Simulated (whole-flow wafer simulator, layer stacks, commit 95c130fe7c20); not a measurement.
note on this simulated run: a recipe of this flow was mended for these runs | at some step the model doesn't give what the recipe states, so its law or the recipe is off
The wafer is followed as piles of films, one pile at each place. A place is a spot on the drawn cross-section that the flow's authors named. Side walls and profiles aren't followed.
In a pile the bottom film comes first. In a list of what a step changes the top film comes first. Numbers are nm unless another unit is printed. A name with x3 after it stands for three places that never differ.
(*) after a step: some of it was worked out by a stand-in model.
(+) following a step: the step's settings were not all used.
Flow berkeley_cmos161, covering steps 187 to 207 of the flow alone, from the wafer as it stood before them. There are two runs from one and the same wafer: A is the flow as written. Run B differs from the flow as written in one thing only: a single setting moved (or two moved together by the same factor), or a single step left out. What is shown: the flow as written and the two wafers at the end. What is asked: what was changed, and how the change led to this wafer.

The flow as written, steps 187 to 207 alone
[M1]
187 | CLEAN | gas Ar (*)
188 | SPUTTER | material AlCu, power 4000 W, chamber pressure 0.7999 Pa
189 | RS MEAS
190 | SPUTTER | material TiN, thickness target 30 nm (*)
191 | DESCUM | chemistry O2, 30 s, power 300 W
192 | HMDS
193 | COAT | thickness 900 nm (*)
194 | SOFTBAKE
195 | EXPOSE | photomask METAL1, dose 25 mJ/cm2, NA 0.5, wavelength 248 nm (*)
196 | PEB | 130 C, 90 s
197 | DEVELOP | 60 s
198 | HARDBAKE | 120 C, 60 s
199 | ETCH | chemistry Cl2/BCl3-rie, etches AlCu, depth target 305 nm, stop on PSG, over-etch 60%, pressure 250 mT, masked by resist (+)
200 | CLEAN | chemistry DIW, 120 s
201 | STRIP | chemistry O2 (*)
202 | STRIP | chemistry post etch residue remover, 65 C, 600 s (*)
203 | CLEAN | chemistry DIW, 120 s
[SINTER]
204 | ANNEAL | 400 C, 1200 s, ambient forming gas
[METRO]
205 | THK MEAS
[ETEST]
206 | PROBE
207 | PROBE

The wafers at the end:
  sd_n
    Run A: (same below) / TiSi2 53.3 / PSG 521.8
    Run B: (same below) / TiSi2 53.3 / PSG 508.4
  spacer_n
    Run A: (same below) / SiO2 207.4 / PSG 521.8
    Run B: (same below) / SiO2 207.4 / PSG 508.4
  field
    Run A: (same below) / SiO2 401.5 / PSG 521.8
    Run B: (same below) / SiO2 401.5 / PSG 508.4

Cause: step 199, ETCH: over-etch 95.2% was run, whereas the flow has over-etch 60%.

How this came from the change, step by step:
  199 | ETCH | chemistry Cl2/BCl3-rie, etches AlCu, depth target 305 nm, stop on PSG, over-etch 60%, pressure 250 mT, masked by resist (+)
      field, sd_n, spacer_n, gate_n, spacer_p, gate_p: A TiN loses 30 (all of it), AlCu loses 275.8 (all of it), PSG loses 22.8 | B TiN loses 30 (all of it), AlCu loses 275.8 (all of it), PSG loses 36.2
      contact, m1: A KrF-resist loses 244 | B KrF-resist loses 297.7
      (also at 1 further place)
  201 | STRIP | chemistry O2 (*)
      contact: A KrF-resist loses 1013 (all of it) | B KrF-resist loses 959.4 (all of it)
      m1: A KrF-resist loses 537.5 (all of it) | B KrF-resist loses 483.8 (all of it)
